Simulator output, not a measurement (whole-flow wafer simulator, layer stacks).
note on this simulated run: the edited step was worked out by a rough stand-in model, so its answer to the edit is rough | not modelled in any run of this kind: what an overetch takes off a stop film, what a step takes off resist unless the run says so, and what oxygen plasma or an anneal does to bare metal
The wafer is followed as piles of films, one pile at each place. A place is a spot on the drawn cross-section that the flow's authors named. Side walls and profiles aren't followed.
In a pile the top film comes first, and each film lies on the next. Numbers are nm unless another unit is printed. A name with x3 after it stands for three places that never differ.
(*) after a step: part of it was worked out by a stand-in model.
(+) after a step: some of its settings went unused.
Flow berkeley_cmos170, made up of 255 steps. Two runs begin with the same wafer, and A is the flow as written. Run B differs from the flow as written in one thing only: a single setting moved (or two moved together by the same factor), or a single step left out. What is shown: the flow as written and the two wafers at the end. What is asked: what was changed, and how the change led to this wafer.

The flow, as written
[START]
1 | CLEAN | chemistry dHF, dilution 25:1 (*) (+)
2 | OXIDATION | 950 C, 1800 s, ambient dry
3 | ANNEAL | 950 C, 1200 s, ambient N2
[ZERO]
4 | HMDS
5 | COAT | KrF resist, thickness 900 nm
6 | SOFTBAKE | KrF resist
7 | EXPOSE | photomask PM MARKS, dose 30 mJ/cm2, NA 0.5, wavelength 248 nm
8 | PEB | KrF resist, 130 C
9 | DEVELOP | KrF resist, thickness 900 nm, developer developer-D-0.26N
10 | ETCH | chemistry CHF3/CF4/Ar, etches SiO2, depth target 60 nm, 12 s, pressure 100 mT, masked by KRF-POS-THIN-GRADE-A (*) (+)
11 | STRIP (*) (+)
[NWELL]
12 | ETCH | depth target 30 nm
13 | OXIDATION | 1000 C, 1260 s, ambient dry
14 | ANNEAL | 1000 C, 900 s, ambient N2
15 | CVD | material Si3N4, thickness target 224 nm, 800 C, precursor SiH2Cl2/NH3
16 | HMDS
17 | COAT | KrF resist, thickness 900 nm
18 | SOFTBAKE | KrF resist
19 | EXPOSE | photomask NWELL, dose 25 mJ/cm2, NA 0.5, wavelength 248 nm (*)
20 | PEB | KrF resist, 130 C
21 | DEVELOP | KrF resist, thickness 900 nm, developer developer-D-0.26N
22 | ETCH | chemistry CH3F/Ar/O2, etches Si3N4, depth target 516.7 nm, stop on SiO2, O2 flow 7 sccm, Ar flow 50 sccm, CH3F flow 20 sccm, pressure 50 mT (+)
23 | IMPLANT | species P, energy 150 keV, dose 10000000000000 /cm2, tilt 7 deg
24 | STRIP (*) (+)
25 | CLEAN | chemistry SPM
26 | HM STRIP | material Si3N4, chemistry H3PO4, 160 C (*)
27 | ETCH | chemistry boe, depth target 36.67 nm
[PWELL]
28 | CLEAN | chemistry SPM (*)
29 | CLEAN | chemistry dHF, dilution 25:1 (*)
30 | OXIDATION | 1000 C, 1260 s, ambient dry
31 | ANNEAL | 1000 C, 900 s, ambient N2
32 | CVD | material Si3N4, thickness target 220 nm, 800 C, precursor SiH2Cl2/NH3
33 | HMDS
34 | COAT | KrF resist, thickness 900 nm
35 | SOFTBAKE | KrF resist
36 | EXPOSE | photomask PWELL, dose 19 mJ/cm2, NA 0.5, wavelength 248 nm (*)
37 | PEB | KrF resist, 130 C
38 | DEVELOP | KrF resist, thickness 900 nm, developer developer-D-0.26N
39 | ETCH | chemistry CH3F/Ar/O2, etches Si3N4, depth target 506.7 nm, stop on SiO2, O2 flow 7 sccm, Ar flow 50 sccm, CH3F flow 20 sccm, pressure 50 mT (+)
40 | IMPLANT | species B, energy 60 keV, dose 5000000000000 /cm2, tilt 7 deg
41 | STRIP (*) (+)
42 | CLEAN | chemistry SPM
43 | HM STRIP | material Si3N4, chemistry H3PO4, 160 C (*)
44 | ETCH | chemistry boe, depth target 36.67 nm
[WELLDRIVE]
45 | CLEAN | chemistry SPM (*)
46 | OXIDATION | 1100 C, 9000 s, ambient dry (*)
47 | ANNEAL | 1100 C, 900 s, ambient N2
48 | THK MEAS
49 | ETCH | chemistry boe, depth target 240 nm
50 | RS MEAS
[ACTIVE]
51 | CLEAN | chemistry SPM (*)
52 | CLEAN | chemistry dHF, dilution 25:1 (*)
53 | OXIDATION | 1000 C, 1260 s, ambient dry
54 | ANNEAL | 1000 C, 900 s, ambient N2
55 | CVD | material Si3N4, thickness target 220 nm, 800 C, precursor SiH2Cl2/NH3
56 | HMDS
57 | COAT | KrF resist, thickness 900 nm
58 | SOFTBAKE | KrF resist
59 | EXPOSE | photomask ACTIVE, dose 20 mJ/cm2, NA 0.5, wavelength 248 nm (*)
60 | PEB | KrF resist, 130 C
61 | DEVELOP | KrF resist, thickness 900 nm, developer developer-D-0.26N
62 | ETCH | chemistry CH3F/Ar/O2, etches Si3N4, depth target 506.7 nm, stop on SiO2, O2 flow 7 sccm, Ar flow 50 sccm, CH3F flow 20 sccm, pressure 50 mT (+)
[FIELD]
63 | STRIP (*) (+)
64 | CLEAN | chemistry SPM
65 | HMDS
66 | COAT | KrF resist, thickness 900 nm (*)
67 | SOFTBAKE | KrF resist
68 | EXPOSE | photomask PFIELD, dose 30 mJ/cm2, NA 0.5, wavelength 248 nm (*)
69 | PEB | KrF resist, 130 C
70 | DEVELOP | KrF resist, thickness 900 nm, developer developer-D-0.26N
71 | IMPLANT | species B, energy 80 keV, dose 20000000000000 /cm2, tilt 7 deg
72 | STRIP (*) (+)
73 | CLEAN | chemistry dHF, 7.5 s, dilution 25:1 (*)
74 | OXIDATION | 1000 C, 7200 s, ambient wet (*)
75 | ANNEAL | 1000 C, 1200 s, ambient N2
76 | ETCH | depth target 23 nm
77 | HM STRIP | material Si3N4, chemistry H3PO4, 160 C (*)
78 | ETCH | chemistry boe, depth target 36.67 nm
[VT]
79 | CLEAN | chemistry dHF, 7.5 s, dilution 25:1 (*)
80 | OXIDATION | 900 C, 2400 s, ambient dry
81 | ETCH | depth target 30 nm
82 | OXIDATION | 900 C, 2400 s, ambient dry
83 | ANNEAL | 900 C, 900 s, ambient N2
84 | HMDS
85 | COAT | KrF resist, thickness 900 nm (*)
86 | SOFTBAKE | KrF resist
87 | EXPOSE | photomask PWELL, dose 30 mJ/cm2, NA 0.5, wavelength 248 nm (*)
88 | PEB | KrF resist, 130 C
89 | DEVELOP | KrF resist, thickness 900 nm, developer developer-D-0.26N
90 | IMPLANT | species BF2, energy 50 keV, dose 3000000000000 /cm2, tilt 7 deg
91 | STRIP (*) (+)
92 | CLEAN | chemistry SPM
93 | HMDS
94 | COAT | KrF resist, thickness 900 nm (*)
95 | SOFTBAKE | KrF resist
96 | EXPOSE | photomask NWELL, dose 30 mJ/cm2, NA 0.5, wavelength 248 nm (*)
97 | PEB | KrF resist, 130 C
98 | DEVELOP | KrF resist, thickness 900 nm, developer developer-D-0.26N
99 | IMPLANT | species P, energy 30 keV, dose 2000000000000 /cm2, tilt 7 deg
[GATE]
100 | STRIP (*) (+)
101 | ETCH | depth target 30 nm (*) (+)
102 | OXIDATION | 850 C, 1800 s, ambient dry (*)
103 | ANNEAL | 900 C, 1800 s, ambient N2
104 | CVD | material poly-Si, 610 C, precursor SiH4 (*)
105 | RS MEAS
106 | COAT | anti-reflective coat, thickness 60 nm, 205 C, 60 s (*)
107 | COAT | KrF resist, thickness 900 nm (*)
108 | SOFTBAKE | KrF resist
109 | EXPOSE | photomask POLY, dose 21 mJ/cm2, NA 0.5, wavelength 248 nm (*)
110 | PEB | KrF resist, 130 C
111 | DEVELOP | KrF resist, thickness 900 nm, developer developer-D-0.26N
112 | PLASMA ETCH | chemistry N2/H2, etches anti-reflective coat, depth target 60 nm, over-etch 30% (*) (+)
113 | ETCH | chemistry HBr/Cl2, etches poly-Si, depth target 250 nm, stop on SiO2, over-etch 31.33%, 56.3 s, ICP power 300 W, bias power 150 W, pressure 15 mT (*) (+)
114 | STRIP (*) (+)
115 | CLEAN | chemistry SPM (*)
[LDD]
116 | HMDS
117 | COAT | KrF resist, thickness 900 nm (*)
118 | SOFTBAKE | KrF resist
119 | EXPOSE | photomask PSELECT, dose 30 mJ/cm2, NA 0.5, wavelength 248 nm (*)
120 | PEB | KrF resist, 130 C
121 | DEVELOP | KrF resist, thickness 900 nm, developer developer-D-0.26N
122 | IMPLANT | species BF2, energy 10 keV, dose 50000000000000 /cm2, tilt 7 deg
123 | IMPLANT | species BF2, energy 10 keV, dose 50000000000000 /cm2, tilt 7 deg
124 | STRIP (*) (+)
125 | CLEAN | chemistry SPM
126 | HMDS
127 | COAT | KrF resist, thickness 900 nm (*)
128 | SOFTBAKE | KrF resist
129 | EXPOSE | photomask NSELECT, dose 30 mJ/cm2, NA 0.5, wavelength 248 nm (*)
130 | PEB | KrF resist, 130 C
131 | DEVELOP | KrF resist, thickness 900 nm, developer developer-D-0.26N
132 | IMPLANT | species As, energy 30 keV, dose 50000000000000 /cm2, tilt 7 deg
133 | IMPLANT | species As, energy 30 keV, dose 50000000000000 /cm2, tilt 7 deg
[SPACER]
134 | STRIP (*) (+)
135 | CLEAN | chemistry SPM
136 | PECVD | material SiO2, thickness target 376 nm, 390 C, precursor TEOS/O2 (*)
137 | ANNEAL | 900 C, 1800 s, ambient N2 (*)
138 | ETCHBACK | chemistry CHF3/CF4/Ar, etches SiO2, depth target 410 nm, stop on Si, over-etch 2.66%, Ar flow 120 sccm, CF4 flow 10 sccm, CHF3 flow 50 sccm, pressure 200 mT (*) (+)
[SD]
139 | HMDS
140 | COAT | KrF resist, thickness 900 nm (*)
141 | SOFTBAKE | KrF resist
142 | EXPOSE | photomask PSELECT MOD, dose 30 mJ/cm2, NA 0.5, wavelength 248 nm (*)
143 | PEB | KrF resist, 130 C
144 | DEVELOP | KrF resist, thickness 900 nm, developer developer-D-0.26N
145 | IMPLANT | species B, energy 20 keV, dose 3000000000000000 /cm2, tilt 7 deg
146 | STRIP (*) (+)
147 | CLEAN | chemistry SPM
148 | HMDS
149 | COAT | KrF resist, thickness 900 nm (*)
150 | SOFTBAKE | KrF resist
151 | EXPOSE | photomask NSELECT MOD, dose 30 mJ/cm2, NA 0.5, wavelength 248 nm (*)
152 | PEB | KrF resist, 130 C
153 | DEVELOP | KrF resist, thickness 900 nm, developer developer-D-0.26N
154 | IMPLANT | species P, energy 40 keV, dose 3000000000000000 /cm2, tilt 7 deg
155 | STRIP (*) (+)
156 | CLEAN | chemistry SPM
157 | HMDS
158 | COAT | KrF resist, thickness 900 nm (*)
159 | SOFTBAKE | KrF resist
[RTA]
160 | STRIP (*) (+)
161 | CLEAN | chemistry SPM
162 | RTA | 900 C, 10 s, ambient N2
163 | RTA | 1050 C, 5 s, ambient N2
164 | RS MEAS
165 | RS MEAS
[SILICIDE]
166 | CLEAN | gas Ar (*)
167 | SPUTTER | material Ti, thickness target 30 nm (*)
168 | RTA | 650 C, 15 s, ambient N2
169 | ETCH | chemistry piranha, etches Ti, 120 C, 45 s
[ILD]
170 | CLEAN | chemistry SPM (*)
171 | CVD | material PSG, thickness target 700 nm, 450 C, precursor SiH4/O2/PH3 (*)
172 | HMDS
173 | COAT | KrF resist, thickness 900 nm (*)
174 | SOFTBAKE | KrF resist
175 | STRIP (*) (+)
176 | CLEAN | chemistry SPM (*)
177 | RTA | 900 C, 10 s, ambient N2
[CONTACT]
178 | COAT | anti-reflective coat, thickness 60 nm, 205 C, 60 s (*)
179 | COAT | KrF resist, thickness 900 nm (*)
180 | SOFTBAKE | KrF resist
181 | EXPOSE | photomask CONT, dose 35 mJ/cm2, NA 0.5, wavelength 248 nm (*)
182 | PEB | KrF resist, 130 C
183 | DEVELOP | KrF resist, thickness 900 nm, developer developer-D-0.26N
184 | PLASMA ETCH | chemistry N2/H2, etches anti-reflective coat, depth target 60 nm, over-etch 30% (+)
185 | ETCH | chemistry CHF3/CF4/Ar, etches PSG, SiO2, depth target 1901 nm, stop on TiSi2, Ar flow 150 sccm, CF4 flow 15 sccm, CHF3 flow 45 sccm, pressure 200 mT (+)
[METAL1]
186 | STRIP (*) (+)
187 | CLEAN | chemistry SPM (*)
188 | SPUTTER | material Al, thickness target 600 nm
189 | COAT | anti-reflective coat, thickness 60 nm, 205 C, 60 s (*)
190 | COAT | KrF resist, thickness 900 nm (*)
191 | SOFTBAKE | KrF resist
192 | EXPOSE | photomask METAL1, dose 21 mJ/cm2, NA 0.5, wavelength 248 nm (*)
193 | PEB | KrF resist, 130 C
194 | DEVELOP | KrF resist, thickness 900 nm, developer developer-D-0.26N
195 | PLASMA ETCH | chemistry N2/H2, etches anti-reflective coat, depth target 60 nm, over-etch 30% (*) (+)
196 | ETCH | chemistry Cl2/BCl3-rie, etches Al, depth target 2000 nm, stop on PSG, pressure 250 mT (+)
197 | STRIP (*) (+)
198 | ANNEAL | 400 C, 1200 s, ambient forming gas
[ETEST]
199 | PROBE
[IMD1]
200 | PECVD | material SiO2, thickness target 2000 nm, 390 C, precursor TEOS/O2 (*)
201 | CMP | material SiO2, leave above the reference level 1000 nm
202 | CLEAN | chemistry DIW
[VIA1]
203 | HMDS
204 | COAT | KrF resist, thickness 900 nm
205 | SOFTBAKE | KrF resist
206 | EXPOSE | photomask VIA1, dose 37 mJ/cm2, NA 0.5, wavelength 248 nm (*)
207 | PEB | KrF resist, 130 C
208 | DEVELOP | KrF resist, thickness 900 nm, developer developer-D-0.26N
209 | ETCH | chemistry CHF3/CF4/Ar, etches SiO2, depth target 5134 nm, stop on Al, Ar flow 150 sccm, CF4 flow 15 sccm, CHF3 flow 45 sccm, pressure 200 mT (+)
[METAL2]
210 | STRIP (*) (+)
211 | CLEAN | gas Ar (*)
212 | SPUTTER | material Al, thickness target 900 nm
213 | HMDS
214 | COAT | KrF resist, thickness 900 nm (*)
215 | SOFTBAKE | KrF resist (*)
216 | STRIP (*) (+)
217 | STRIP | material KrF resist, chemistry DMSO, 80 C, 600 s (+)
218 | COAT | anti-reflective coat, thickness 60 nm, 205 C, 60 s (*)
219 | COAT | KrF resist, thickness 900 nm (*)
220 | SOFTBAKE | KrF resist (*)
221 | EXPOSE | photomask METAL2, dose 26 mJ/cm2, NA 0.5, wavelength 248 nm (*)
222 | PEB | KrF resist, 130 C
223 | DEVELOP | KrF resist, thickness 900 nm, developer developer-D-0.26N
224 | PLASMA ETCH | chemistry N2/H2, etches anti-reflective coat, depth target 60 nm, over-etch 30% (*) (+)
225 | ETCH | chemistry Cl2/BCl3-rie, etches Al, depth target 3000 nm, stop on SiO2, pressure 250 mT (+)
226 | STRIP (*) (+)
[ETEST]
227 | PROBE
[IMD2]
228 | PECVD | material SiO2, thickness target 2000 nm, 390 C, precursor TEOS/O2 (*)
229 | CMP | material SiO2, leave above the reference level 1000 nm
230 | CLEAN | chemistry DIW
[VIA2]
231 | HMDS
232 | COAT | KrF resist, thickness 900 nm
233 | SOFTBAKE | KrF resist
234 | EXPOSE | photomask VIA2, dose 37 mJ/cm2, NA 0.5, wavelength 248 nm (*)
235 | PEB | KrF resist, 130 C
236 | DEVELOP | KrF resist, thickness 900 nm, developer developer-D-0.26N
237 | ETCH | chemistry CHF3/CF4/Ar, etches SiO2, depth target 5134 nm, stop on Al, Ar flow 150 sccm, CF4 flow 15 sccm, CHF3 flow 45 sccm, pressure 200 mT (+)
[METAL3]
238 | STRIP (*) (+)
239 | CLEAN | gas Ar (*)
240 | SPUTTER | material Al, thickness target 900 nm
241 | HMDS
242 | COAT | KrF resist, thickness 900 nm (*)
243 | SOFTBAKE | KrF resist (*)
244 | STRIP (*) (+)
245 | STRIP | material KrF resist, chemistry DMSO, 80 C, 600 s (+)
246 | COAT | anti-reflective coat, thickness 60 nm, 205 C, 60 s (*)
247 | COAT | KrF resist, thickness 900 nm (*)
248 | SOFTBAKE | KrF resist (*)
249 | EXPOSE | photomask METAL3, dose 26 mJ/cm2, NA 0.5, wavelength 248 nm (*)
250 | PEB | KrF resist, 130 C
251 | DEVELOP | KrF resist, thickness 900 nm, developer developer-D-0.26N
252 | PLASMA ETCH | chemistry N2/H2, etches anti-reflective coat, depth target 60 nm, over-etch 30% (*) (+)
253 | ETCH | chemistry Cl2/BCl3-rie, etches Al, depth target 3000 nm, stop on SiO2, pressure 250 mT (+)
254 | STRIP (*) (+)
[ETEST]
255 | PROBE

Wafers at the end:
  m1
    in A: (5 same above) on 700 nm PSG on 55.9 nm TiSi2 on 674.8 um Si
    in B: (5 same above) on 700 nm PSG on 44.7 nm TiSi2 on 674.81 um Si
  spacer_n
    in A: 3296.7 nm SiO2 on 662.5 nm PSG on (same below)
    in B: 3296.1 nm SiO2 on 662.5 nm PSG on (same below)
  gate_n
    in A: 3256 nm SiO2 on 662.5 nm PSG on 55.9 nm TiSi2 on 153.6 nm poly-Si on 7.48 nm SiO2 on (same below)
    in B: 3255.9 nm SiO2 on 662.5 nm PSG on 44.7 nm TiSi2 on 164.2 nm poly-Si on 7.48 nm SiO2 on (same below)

The reason: step 167, SPUTTER: thickness target 24 nm was run, whereas the flow has thickness target 30 nm.

How this came from the change, step by step:
  167 | SPUTTER | material Ti, thickness target 30 nm (*)
      field, sd_n, spacer_n and 9 more: A Ti gains 30 (new film) | B Ti gains 24 (new film)
  168 | RTA | 650 C, 15 s, ambient N2
      sd_n, sd_p, contact, m1, via1, m2, via2: A Ti loses 23.4, TiSi first gains 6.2 (new film), TiSi2 C49 gains 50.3 (new film), Si loses 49 | B Ti loses 18.7, TiSi2 C49 gains 47.6 (new film), Si loses 42.5
      gate_n, gate_p: A Ti loses 23.4, TiSi first gains 6.2 (new film), TiSi2 C49 gains 50.3 (new film), poly-Si loses 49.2 | B Ti loses 18.7, TiSi2 C49 gains 47.6 (new film), poly-Si loses 42.7
  169 | ETCH | chemistry piranha, etches Ti, 120 C, 45 s
      sd_n, gate_n, sd_p and 6 more: A Ti loses 6.6 (all of it), TiSi first loses 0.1 | B Ti loses 5.28 (all of it), TiSi2 C49 loses 0.1
      field, spacer_n, spacer_p: A Ti loses 30 (all of it) | B Ti loses 24 (all of it)
  177 | RTA | 900 C, 10 s, ambient N2
      sd_n, sd_p, contact, m1, via1, m2, via2: A under 1 film: TiSi2 gains 55.9 (new film), TiSi first loses 6.09 (all of it), TiSi2 C49 loses 50.3 (all of it), Si loses 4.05 | B under 1 film: TiSi2 gains 44.7 (new film), TiSi2 C49 loses 47.5 (all of it)
      gate_n, gate_p: A under 1 film: TiSi2 gains 55.9 (new film), TiSi first loses 6.09 (all of it), TiSi2 C49 loses 50.3 (all of it), poly-Si loses 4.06 | B under 1 film: TiSi2 gains 44.7 (new film), TiSi2 C49 loses 47.5 (all of it)
